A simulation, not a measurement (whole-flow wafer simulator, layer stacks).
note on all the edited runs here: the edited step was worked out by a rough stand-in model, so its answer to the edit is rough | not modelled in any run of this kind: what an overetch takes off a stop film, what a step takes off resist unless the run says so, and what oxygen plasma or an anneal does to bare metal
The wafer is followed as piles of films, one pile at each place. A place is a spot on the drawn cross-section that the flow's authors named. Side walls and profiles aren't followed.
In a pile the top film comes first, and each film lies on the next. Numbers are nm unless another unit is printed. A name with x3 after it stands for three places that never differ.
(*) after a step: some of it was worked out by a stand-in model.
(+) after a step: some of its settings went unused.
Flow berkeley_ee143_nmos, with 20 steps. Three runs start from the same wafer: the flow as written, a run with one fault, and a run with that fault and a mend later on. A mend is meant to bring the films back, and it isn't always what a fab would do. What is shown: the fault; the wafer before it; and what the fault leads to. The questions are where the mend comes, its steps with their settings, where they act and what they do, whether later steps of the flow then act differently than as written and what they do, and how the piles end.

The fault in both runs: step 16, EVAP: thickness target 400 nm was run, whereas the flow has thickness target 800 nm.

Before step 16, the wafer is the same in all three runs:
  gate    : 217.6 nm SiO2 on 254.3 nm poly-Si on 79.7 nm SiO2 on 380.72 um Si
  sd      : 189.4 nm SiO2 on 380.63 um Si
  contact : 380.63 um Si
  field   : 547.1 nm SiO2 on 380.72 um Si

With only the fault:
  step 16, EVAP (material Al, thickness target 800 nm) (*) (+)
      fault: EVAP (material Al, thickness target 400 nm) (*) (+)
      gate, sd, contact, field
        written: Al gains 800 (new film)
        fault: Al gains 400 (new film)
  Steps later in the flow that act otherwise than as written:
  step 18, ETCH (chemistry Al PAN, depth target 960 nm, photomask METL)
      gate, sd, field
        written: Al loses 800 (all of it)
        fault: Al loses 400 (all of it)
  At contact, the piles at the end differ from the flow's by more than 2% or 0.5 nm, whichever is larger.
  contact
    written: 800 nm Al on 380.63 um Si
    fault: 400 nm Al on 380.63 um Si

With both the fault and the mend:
  After step 16 comes the mend.
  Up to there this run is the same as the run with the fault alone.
  step 16a, EVAP (material Al, thickness target 400 nm) (*) (+) (the flow's step 16, run once more with other settings)
      gate, sd, contact, field
        Al gains 400
  Later steps of the flow that are run all act as written at every place that is followed.
  At every place that both follow, the piles at the end match the flow's.
